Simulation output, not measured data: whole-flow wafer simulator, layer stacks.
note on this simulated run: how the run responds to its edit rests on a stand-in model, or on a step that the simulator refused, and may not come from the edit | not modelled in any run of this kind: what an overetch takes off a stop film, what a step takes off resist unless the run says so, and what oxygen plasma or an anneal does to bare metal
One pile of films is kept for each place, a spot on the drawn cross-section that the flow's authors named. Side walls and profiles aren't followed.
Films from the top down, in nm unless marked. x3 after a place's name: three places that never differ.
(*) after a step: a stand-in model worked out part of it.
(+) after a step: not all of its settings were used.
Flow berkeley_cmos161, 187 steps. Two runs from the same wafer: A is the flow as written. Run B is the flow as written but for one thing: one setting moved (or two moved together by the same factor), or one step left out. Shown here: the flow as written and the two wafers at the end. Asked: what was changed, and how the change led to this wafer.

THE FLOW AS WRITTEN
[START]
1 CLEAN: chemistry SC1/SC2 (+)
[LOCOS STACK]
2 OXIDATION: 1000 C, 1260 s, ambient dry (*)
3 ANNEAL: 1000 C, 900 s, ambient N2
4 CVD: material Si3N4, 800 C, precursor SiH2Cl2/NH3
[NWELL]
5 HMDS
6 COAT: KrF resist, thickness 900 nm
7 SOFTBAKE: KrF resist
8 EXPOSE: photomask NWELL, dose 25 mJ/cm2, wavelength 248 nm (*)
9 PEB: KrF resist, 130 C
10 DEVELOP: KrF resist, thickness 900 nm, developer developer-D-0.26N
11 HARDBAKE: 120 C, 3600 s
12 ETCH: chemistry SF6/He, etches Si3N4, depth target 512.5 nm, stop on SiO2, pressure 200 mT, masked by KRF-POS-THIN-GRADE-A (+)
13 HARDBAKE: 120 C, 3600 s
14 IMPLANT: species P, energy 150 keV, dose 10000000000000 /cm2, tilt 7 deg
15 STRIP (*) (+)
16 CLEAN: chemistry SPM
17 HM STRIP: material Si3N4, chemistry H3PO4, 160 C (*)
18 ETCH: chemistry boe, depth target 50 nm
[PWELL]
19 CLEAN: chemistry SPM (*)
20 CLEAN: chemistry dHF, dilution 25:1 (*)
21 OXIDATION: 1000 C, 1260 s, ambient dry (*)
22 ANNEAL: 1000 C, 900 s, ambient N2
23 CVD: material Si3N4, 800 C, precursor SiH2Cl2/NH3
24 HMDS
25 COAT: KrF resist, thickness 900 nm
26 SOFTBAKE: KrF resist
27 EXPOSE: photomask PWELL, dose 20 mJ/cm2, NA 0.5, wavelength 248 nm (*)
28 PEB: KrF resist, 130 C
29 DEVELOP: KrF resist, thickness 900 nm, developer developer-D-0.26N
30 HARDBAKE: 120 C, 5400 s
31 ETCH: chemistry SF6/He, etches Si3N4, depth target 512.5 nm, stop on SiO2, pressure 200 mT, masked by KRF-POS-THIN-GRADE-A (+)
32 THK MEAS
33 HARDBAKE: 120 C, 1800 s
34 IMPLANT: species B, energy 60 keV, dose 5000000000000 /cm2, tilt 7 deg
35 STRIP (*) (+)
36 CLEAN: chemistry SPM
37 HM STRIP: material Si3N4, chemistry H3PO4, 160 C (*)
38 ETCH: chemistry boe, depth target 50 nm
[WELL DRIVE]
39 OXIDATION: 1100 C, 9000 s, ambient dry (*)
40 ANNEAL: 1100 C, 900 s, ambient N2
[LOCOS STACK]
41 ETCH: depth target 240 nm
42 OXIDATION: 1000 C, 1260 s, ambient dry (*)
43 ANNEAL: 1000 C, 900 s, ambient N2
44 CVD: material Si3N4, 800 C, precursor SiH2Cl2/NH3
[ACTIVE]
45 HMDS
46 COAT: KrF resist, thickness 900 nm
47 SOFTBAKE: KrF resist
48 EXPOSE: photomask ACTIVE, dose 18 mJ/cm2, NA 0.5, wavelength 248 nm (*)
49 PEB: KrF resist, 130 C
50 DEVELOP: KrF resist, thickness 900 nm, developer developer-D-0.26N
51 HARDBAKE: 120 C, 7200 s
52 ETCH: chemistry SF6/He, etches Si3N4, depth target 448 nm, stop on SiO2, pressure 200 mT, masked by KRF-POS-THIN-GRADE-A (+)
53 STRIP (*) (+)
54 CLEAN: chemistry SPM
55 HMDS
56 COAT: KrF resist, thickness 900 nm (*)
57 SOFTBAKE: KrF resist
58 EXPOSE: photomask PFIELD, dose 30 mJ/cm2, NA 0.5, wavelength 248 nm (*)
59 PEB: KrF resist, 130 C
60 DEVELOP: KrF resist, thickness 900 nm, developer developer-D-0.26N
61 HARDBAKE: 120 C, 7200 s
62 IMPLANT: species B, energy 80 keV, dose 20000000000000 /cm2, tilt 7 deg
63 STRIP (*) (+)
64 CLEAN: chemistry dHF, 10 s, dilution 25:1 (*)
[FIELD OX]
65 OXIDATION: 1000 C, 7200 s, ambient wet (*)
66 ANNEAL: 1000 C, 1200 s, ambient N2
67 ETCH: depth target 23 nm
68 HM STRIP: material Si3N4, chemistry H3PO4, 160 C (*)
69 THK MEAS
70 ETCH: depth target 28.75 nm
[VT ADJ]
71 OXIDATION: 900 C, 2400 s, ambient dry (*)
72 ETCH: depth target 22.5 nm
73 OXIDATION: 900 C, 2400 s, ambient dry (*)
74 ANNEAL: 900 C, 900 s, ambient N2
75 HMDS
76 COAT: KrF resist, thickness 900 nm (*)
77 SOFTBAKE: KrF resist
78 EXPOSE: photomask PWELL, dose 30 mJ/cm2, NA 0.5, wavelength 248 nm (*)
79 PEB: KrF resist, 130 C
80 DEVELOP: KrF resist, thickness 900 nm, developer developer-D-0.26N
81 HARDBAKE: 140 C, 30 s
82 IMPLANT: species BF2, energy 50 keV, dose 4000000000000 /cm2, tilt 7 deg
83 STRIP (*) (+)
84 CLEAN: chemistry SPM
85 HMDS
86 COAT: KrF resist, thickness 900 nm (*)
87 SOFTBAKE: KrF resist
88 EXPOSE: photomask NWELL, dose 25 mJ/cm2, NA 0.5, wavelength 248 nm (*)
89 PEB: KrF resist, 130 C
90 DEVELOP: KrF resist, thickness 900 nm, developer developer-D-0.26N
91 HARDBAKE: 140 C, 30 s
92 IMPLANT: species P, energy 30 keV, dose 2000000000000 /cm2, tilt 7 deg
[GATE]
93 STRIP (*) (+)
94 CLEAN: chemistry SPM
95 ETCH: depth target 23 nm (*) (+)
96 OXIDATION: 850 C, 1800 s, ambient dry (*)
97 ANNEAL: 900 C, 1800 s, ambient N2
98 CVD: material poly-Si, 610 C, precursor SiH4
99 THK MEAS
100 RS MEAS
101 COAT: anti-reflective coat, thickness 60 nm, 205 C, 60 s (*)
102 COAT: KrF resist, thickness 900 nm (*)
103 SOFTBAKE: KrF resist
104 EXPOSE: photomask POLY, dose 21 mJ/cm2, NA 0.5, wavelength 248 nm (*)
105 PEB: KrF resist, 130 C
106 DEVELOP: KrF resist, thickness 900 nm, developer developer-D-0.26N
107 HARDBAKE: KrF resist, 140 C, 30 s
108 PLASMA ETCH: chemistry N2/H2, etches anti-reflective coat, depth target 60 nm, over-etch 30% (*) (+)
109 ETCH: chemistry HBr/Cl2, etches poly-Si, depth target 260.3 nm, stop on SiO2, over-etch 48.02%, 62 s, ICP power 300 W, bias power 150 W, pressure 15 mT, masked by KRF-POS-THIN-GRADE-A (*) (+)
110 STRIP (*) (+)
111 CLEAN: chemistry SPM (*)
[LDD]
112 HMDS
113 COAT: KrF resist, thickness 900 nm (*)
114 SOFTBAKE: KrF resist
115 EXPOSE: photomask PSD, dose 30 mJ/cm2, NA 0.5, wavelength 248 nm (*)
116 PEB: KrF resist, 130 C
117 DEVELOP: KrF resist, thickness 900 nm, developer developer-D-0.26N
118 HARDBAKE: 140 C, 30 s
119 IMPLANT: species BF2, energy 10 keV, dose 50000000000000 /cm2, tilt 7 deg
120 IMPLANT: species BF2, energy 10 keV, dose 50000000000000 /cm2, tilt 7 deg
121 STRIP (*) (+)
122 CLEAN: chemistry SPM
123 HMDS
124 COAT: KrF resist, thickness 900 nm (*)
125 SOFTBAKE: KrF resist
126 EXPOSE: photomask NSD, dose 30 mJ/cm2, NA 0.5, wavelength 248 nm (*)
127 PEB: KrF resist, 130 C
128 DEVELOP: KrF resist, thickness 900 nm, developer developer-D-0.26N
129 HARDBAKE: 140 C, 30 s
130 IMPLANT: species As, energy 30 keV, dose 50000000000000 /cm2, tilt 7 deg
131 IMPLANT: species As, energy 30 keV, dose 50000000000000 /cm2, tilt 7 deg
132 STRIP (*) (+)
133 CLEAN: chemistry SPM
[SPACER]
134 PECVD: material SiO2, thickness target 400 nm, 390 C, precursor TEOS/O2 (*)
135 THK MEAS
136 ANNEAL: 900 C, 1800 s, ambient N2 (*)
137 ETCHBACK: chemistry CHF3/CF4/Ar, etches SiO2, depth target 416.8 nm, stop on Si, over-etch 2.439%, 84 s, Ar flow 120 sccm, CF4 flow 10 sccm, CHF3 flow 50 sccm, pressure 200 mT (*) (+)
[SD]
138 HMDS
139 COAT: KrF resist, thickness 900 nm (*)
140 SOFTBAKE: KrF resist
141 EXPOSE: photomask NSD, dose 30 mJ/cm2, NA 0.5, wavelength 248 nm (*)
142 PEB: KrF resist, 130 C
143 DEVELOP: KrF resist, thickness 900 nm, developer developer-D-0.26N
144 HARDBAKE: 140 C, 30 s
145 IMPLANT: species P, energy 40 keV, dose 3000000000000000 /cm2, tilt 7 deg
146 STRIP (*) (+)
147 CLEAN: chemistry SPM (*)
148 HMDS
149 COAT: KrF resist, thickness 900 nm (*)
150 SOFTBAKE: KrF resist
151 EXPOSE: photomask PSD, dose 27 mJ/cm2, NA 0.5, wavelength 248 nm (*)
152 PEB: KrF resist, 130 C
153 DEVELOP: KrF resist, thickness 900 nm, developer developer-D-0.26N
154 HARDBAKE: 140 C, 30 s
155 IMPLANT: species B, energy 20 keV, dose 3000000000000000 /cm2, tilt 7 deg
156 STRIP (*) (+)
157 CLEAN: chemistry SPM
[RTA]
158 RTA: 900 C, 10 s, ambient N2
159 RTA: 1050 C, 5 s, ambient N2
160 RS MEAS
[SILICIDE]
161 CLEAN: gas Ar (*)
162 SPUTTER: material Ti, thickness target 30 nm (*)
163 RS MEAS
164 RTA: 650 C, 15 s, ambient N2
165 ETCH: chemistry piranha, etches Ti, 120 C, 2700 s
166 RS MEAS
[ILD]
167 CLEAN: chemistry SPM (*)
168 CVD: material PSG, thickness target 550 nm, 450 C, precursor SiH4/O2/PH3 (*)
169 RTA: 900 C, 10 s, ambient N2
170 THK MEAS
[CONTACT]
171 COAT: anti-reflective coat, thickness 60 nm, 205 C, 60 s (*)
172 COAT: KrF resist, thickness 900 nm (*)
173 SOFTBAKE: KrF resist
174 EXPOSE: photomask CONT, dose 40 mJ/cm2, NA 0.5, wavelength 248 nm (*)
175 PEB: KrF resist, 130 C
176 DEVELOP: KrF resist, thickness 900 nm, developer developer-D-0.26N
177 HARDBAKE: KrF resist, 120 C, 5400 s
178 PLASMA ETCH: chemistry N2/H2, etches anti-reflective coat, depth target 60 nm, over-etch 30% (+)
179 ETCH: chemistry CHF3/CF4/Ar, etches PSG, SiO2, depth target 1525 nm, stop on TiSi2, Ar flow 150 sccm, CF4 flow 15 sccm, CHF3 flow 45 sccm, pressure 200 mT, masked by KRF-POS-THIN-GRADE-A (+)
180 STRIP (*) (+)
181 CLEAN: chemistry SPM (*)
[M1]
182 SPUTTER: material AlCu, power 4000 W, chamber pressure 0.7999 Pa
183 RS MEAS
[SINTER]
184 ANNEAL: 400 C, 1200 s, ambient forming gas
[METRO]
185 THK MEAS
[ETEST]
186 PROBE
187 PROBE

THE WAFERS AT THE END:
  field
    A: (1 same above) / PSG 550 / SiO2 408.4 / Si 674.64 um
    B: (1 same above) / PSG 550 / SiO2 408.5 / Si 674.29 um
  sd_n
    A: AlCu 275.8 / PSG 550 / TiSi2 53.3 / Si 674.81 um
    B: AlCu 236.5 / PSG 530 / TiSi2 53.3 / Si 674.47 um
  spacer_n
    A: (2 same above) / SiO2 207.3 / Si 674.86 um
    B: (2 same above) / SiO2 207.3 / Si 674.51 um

The cause: step 23, CVD: material Si3N4, 800 C, precursor SiH2Cl2/NH3, was left out.

How the change led to this, step by step:
  31 ETCH: chemistry SF6/He, etches Si3N4, depth target 512.5 nm, stop on SiO2, pressure 200 mT, masked by KRF-POS-THIN-GRADE-A (+)
      field, sd_n, contact: A Si3N4 -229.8 (all of it), SiO2 -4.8 | B SiO2 -26.6 (all of it), Si -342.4
      spacer_n, gate_n: A Si3N4 -229.8 (all of it), SiO2 -4.8 | B SiO2 -26.6 (all of it), Si -349.5
  35 STRIP (*) (+)
      field, sd_n, spacer_n, gate_n, contact: A nothing | B chemical SiO2 +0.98 (new film), Si -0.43
  37 HM STRIP: material Si3N4, chemistry H3PO4, 160 C (*)
      field, sd_n, spacer_n, gate_n, contact: A SiO2 -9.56 | B nothing
      sd_p, spacer_p, gate_p, m1: A Si3N4 -229.8 (all of it), SiO2 -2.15 | B nothing
  38 ETCH: chemistry boe, depth target 50 nm
      field, sd_n, spacer_n, gate_n, contact: A SiO2 -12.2 (all of it) | B chemical SiO2 -0.98 (all of it)
      sd_p, spacer_p, gate_p, m1: A SiO2 -24.4 (all of it) | B SiO2 -26.6 (all of it)
  46 COAT: KrF resist, thickness 900 nm
      sd_n: A KrF resist +900 (new film) | B KrF resist +928.7 (new film)
      sd_p: A KrF resist +900 (new film) | B KrF resist +737.5 (new film)
      (and at 4 more places)
  51 HARDBAKE: 120 C, 7200 s
      sd_p: A KrF resist -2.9 | B KrF resist -2.28
      spacer_p: A KrF resist -2.9 | B KrF resist -2.39
      (and at 1 more place)
  53 STRIP (*) (+)
      sd_n: A KrF resist -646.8 (all of it) | B KrF resist -675.3 (all of it)
      spacer_n: A KrF resist -646.8 (all of it) | B KrF resist -660.7 (all of it)
      (and at 6 more places)
  56 COAT: KrF resist, thickness 900 nm (*)
      sd_n: A KrF resist +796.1 (new film) | B KrF resist +818.1 (new film)
      sd_p: A KrF resist +813.7 (new film) | B KrF resist +664.5 (new film)
      (and at 4 more places)
  61 HARDBAKE: 120 C, 7200 s
      sd_p: A KrF resist -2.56 | B KrF resist -2.03
      m1: A KrF resist -2.5 | B KrF resist -1.76
  63 STRIP (*) (+)
      sd_n: A KrF resist -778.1 (all of it) | B KrF resist -800 (all of it)
      sd_p: A KrF resist -795.7 (all of it) | B KrF resist -647.2 (all of it)
      (and at 4 more places)
  65 OXIDATION: 1000 C, 7200 s, ambient wet (*)
      sd_p: A SiO2 +12.1 (new film), Si3N4 -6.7, SiO2 +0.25, Si -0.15 | B SiO2 +12.1 (new film), Si3N4 -6.7
  76 COAT: KrF resist, thickness 900 nm (*)
      sd_n: A KrF resist +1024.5 (new film) | B KrF resist +1056.5 (new film)
      sd_p: A KrF resist +1002.2 (new film) | B KrF resist +831.1 (new film)
      (and at 4 more places)
  80 DEVELOP: KrF resist, thickness 900 nm, developer developer-D-0.26N
      sd_n: A KrF resist -1022.8 (all of it) | B KrF resist -1054.8 (all of it)
      contact: A KrF resist -995.7 (all of it) | B KrF resist -1046.3 (all of it)
  81 HARDBAKE: 140 C, 30 s
      sd_p: A KrF resist -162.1 | B KrF resist -134.5
      spacer_p: A KrF resist -158.7 | B KrF resist -136.5
      (and at 2 more places)
  83 STRIP (*) (+)
      sd_p: A KrF resist -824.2 (all of it) | B KrF resist -681.1 (all of it)
      spacer_p: A KrF resist -806.6 (all of it) | B KrF resist -691.5 (all of it)
      (and at 2 more places)
  86 COAT: KrF resist, thickness 900 nm (*)
      sd_n: A KrF resist +1024.5 (new film) | B KrF resist +1056.5 (new film)
      sd_p: A KrF resist +1002.2 (new film) | B KrF resist +831.1 (new film)
      (and at 4 more places)
  ... 36 more steps ...
  182 SPUTTER: material AlCu, power 4000 W, chamber pressure 0.7999 Pa
      sd_n: A AlCu +275.8 (new film) | B AlCu +236.5 (new film)
      sd_p: A AlCu +234.7 (new film) | B AlCu +275.8 (new film)
      (and at 1 more place)
